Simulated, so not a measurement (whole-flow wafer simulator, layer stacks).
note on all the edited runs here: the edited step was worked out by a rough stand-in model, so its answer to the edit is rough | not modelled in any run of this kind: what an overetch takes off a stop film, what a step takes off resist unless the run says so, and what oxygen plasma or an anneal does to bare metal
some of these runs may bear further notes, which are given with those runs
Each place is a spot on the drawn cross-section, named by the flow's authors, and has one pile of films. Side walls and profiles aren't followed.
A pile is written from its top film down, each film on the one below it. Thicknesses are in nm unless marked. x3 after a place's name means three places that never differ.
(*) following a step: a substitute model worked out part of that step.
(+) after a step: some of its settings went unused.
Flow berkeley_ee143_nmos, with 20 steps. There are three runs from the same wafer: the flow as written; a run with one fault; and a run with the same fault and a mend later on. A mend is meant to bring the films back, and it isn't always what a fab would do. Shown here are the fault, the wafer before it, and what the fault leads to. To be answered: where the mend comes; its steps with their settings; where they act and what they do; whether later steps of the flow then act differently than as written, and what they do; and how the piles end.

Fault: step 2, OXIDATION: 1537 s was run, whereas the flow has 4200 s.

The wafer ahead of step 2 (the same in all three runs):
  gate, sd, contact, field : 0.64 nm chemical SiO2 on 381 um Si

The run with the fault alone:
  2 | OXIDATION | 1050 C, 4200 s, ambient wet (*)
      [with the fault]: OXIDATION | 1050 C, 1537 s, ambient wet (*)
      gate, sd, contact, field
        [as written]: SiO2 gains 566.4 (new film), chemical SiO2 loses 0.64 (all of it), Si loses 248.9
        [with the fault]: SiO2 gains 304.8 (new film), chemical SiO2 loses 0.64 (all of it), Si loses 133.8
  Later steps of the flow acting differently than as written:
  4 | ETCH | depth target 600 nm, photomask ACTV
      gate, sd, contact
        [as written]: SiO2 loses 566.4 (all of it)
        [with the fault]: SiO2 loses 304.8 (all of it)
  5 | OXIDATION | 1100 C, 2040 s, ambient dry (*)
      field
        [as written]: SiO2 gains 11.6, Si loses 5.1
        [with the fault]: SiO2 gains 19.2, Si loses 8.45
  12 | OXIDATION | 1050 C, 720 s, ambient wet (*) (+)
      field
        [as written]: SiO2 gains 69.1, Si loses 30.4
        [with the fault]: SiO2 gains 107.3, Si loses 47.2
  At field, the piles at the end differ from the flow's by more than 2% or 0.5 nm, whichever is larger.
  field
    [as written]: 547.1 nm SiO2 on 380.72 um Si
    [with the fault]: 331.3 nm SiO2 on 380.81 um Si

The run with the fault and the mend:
  The mend follows step 2.
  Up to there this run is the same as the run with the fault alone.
  2a | OXIDATION | 1050 C, 2663 s, ambient wet (*) (the flow's step 2, run once more with other settings)
      gate, sd, contact, field
        SiO2 gains 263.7, Si loses 116
  Later steps of the flow that are run all act as written at every place that is followed, up to a difference of at most 2% or 0.5 nm, whichever is larger.
  When the end is reached, the piles differ only a little from the flow's at the places that both follow, at most by 2% or 0.5 nm, whichever is larger.
